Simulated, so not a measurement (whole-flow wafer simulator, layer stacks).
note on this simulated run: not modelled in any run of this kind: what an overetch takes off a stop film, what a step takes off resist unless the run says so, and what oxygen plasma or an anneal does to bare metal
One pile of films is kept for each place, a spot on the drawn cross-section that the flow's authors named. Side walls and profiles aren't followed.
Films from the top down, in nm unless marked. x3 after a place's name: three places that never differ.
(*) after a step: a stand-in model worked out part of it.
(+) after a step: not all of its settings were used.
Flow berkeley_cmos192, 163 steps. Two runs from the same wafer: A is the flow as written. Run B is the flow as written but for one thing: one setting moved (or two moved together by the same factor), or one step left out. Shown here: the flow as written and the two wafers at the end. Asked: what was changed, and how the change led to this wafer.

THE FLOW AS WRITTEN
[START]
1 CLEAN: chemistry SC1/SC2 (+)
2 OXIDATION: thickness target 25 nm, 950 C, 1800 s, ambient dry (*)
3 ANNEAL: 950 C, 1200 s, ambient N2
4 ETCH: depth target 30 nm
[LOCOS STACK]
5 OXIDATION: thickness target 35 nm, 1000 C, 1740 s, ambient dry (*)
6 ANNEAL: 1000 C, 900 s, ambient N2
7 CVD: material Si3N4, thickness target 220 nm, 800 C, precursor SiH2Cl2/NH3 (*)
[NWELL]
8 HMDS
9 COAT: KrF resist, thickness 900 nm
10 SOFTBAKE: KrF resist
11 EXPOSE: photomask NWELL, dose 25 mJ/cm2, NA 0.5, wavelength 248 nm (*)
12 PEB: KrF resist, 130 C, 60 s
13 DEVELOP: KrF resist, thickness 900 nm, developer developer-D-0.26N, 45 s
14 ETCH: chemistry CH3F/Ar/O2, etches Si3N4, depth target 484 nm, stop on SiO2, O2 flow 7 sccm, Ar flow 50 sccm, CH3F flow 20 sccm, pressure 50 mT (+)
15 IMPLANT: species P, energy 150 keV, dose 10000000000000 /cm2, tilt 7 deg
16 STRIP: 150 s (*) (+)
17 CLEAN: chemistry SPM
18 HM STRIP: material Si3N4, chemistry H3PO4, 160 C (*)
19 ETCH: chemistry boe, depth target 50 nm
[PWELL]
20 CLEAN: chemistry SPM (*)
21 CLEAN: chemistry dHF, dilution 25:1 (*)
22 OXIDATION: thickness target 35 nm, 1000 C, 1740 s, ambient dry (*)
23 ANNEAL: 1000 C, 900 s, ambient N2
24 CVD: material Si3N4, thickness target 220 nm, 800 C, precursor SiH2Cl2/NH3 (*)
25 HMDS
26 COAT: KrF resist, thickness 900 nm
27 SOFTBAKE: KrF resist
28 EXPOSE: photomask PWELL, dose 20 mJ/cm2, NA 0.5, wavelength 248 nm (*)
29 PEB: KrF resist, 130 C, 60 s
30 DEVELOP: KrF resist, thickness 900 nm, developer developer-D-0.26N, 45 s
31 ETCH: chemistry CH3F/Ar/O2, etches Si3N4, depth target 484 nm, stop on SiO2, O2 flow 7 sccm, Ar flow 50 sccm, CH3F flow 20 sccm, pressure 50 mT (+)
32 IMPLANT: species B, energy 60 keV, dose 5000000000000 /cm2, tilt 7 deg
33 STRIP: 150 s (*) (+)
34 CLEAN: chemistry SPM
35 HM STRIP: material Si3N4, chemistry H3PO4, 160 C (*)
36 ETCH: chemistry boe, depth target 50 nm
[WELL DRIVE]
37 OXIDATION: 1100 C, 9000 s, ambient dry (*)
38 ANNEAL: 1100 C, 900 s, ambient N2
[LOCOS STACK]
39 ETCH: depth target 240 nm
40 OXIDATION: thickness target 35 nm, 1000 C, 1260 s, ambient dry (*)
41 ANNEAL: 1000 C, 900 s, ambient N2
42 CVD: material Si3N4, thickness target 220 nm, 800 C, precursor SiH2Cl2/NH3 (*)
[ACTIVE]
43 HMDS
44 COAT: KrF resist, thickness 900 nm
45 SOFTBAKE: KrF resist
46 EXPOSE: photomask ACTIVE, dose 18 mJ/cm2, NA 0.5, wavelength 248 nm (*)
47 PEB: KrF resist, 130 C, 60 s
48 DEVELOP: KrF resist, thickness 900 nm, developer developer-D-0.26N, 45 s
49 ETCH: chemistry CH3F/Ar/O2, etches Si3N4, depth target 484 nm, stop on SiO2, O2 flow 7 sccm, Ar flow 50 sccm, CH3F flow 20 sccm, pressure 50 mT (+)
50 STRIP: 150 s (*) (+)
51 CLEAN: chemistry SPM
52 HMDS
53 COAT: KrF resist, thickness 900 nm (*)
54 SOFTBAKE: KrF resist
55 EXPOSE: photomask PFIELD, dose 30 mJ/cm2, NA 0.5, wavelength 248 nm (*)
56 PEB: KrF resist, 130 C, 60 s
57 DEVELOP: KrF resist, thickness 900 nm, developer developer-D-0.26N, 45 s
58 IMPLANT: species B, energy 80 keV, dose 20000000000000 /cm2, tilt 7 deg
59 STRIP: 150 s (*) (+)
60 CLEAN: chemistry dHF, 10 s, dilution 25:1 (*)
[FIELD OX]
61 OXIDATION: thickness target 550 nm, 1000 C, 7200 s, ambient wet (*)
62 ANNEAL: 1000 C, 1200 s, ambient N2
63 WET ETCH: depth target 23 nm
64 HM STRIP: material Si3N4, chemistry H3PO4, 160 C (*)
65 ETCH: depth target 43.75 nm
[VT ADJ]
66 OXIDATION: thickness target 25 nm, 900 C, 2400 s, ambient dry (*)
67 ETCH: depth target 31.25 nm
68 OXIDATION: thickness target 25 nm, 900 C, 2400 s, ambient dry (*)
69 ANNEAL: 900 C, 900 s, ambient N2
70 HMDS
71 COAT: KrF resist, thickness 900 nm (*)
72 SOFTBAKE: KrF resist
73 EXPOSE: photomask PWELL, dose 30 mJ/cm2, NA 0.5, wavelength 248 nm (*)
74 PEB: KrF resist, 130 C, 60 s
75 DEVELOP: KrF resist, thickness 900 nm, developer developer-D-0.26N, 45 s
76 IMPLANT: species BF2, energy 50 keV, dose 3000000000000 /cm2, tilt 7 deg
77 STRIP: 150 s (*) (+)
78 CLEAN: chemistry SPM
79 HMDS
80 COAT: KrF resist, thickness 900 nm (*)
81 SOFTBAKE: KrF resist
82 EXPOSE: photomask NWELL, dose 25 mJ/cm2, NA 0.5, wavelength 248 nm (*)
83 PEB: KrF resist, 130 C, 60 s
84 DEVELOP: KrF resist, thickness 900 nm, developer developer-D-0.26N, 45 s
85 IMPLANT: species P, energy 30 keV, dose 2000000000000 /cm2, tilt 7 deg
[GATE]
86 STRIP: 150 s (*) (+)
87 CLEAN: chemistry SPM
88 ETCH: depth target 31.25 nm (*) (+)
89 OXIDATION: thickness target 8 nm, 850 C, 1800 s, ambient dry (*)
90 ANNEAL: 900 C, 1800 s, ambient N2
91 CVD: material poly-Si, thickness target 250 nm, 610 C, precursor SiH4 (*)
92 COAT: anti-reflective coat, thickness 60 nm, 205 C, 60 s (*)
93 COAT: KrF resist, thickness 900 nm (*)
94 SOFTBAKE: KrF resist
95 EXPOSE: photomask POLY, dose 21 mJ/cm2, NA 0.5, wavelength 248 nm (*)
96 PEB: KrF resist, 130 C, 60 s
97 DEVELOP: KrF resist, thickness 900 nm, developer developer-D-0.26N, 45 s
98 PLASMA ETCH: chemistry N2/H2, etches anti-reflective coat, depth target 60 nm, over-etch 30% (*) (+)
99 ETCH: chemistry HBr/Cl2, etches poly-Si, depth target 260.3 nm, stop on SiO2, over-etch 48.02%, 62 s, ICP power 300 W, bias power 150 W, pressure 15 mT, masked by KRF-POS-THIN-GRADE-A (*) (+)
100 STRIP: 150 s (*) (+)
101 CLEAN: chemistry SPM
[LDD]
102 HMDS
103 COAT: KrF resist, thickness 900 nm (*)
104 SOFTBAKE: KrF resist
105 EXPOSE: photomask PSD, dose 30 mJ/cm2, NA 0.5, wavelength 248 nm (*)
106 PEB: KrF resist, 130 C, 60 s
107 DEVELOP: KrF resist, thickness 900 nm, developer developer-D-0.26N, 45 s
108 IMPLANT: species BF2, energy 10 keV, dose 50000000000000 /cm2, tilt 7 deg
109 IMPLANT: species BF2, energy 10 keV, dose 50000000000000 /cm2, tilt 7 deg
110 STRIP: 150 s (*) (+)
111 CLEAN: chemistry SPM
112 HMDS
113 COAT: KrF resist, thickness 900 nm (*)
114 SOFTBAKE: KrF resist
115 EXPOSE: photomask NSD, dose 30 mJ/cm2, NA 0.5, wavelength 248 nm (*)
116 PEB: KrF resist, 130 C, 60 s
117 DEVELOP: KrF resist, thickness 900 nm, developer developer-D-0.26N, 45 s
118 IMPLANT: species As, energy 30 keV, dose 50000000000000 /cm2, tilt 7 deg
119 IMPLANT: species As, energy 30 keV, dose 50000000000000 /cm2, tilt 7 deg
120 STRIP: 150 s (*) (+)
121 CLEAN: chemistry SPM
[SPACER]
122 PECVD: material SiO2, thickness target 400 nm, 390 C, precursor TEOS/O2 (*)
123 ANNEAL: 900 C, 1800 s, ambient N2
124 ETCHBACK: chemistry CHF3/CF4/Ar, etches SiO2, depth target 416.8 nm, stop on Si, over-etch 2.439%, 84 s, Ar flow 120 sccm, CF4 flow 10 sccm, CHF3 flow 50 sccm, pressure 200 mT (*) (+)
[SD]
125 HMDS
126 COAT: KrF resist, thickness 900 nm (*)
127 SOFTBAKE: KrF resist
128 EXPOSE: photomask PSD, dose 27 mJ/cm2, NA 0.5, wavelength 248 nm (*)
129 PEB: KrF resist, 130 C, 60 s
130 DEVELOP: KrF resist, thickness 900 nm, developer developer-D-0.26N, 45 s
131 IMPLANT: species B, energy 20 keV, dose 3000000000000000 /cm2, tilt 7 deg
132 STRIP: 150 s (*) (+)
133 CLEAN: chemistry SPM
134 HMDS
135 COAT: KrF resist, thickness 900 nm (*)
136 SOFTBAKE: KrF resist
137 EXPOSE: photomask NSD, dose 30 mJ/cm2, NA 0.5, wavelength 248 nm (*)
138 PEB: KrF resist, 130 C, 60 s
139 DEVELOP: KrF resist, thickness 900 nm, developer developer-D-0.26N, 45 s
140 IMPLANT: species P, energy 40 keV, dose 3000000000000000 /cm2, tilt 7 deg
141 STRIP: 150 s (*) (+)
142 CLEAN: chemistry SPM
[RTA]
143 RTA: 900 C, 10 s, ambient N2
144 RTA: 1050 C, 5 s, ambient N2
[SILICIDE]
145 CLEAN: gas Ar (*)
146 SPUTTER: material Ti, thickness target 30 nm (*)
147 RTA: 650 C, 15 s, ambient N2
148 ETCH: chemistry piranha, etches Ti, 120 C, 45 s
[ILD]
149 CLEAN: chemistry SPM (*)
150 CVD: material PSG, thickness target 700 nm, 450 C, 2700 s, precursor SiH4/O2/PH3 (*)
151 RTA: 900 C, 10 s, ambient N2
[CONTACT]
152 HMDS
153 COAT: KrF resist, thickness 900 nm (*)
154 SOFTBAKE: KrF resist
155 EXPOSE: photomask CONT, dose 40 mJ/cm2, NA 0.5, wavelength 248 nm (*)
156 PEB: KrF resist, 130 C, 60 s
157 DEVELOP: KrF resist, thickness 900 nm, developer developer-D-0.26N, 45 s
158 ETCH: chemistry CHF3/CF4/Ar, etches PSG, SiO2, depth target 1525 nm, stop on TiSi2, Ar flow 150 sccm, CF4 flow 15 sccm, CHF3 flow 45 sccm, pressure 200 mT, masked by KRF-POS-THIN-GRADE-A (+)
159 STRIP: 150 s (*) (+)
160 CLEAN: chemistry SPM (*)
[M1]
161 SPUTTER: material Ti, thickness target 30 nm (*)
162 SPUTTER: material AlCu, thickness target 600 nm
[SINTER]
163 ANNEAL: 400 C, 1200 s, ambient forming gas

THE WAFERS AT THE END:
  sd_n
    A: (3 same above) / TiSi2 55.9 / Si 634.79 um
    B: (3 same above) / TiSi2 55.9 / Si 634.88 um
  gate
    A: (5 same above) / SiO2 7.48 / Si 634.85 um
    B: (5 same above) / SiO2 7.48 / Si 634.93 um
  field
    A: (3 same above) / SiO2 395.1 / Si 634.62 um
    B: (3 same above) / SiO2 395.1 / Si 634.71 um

The cause: step 37, OXIDATION: 1100 C, 9000 s, ambient dry (*), was left out.

How the change led to this, step by step:
  39 ETCH: depth target 240 nm
      field, sd_n, spacer_n and 6 more: A SiO2 -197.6 (all of it) | B nothing
